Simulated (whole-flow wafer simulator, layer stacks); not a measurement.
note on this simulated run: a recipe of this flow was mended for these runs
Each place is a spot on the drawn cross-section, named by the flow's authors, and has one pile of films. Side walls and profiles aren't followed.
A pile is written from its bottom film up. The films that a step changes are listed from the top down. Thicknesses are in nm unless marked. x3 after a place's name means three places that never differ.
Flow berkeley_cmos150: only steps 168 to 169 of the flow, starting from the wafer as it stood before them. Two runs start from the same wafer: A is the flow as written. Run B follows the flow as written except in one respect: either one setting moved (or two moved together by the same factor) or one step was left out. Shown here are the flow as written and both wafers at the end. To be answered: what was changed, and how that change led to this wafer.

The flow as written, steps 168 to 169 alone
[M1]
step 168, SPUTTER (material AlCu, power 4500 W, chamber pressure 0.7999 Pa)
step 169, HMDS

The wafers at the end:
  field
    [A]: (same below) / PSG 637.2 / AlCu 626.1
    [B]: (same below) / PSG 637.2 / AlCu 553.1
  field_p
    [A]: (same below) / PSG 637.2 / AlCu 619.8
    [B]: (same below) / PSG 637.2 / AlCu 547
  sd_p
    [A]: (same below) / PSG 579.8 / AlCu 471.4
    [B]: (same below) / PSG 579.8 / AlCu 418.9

The reason: step 168, SPUTTER: power 3960 W was run, while the flow as written has power 4500 W.

Step by step, how the change led to this:
  step 168, SPUTTER (material AlCu, power 4500 W, chamber pressure 0.7999 Pa)
      field, sd_n, gate_n, m1: A AlCu gains 626.1 (new film) | B AlCu gains 553.1 (new film)
      field_p: A AlCu gains 619.8 (new film) | B AlCu gains 547 (new film)
      (and at 3 other places as well)
